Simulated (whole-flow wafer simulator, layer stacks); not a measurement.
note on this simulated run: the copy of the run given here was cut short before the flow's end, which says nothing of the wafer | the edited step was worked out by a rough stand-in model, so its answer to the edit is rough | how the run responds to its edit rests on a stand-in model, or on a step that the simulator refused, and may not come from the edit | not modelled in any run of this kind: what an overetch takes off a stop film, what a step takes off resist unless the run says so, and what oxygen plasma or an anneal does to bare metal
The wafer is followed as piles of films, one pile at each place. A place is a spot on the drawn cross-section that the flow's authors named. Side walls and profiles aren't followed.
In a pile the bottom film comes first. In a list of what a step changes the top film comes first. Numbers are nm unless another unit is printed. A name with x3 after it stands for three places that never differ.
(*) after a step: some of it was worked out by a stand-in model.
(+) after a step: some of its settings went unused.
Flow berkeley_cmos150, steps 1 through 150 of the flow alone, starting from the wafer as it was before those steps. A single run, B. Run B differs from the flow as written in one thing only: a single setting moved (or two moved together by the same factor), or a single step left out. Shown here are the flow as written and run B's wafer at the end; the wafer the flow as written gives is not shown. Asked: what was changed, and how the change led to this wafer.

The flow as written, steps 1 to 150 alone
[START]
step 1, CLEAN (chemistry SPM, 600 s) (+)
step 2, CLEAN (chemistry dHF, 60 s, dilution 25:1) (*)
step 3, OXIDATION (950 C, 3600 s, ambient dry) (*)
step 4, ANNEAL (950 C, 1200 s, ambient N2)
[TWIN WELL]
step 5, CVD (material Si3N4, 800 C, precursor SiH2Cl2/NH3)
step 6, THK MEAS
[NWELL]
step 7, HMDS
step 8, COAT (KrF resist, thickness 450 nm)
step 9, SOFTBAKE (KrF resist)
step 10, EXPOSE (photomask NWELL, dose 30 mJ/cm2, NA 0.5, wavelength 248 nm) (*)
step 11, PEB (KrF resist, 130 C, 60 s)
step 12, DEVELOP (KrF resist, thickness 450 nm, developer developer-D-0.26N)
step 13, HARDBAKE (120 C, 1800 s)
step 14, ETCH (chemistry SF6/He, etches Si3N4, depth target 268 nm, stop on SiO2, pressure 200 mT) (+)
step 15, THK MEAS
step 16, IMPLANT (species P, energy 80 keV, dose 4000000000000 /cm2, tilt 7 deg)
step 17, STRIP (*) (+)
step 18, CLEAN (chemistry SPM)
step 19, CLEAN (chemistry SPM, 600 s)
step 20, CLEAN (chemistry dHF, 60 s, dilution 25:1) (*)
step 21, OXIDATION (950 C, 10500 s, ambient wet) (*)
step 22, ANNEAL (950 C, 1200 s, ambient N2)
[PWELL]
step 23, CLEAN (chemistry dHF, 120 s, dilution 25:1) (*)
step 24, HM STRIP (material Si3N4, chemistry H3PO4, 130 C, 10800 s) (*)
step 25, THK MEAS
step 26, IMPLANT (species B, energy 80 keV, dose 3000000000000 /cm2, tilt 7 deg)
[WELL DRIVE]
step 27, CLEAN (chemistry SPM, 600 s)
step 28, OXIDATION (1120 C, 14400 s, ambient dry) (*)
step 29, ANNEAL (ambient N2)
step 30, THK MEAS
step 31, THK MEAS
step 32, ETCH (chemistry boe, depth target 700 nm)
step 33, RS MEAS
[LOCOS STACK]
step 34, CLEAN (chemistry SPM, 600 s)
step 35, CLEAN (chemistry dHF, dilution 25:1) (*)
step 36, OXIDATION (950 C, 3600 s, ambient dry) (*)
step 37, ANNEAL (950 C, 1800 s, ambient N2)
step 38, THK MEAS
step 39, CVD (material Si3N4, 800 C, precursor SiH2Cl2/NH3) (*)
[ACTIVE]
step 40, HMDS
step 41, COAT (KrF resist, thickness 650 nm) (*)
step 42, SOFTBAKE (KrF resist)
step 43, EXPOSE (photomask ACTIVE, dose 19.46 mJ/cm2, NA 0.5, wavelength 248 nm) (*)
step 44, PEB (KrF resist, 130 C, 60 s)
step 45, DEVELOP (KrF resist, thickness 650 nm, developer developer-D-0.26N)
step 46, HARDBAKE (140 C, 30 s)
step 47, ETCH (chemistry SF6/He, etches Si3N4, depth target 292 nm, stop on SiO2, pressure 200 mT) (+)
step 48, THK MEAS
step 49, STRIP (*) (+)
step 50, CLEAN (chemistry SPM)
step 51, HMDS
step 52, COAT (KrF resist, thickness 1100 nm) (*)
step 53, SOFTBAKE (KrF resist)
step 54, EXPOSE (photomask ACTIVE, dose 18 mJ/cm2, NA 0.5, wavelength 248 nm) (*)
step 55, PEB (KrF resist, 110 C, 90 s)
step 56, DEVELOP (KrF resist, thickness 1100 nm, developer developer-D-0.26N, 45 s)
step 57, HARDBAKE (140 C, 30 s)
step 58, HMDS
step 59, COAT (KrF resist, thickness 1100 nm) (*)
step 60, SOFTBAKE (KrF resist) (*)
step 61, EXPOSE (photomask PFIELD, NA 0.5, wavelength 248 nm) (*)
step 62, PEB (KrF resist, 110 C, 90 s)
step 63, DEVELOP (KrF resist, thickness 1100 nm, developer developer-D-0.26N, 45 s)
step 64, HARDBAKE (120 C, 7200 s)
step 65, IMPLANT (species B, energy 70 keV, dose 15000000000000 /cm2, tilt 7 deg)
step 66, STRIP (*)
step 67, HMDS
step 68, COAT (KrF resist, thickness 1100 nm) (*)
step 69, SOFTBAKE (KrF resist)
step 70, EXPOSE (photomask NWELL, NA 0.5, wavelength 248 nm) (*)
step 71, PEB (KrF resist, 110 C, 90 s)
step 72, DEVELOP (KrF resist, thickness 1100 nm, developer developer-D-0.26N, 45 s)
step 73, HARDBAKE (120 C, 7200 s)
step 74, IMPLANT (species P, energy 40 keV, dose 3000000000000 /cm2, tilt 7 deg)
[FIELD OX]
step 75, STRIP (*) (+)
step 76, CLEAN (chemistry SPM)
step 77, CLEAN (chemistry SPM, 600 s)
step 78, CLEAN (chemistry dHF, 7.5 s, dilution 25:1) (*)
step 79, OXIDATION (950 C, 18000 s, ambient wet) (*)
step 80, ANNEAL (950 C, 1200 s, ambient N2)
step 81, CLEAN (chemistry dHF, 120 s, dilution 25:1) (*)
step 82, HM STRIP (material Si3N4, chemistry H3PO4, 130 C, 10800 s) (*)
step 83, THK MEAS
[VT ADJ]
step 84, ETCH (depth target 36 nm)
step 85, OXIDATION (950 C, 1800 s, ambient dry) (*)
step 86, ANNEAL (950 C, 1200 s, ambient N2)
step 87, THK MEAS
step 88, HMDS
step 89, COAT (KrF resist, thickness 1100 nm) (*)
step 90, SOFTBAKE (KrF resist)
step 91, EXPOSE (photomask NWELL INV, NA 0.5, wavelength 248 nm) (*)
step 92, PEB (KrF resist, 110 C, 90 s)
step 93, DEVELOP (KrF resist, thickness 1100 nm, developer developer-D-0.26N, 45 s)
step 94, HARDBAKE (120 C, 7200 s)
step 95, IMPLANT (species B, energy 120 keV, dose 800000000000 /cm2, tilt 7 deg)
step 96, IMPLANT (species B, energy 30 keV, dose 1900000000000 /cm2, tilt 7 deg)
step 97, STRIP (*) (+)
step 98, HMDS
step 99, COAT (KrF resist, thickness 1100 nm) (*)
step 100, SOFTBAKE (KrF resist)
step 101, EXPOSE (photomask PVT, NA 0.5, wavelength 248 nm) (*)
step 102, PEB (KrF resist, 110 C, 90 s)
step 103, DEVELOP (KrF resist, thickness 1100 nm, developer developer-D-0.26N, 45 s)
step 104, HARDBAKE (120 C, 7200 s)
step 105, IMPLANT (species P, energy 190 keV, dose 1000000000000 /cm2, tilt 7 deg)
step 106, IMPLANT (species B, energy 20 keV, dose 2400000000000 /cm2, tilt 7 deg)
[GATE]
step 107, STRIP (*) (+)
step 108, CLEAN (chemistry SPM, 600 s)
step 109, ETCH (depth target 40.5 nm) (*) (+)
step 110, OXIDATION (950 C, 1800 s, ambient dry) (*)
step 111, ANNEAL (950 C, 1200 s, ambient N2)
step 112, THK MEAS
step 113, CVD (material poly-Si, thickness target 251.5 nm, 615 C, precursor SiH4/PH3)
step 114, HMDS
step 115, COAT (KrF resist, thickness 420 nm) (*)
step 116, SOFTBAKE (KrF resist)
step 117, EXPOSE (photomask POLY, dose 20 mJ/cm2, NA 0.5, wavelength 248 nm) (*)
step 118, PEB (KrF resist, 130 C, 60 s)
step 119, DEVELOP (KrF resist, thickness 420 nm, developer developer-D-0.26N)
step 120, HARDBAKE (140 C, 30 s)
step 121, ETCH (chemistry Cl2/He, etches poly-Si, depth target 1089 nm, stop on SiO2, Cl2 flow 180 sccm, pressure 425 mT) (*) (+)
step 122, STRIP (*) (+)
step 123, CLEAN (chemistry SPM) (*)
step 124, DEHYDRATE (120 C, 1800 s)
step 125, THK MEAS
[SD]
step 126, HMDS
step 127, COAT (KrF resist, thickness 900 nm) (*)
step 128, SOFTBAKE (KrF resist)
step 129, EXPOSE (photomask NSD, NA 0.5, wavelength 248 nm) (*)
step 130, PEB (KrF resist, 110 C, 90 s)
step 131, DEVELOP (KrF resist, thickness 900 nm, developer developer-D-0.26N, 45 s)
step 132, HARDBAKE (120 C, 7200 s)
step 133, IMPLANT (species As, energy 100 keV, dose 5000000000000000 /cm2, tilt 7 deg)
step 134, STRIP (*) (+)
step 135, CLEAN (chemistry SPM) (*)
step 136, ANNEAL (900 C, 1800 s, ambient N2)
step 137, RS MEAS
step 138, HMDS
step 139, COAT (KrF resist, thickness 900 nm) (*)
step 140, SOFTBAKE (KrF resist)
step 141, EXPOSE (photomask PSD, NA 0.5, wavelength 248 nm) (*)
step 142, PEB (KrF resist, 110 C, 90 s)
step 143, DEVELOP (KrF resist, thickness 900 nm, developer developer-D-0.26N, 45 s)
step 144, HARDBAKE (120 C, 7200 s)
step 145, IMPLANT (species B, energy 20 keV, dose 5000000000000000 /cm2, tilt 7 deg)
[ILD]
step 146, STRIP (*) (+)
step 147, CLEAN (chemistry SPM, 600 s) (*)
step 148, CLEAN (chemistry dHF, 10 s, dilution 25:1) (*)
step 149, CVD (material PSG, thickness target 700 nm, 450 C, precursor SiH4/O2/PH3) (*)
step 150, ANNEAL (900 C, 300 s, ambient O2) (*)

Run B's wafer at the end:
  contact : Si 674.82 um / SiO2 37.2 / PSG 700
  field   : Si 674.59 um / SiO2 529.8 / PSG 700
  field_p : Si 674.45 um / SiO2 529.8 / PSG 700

The reason: step 85, OXIDATION: 1092 C was run, while the flow as written has 950 C.

Step by step, how the change led to this:
  step 85, OXIDATION (950 C, 1800 s, ambient dry) (*)
      gate_n, sd_p, gate_p, contact, m1: SiO2 gains 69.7 (new film), Si loses 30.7 (as written it would have been: SiO2 gains 20.4 (new film), Si loses 8.98)
      field, field_p: SiO2 gains 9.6, Si loses 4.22 (as written it would have been: SiO2 gains 2.35, Si loses 1.04)
      (as well as at 1 more place)
  step 109, ETCH (depth target 40.5 nm) (*) (+)
      gate_n, sd_p, gate_p, contact, m1: SiO2 loses 40.5 (as written it would have been: SiO2 loses 20.4 (all of it))
      sd_n: SiO2 loses 40.5 (as written it would have been: SiO2 loses 40.4 (all of it))
  step 110, OXIDATION (950 C, 1800 s, ambient dry) (*)
      gate_n, sd_p, gate_p, contact, m1: SiO2 gains 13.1, Si loses 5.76 (as written it would have been: SiO2 gains 20.4 (new film), Si loses 8.98)
      sd_n: SiO2 gains 11.8, Si loses 5.2 (as written it would have been: SiO2 gains 20.4 (new film), Si loses 8.98)
  step 115, COAT (KrF resist, thickness 420 nm) (*)
      sd_n: KrF resist gains 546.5 (new film) (as written it would have been: KrF resist gains 563.4 (new film))
  step 119, DEVELOP (KrF resist, thickness 420 nm, developer developer-D-0.26N)
      sd_n: KrF resist loses 545.7 (all of it) (as written it would have been: KrF resist loses 562.5 (all of it))
  step 122, STRIP (*) (+)
      gate_n: chemical SiO2 gains 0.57 (new film), KrF resist loses 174 (all of it), poly-Si loses 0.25 (as written it would have been: chemical SiO2 gains 0.57 (new film), KrF resist loses 169.8 (all of it), poly-Si loses 0.25)
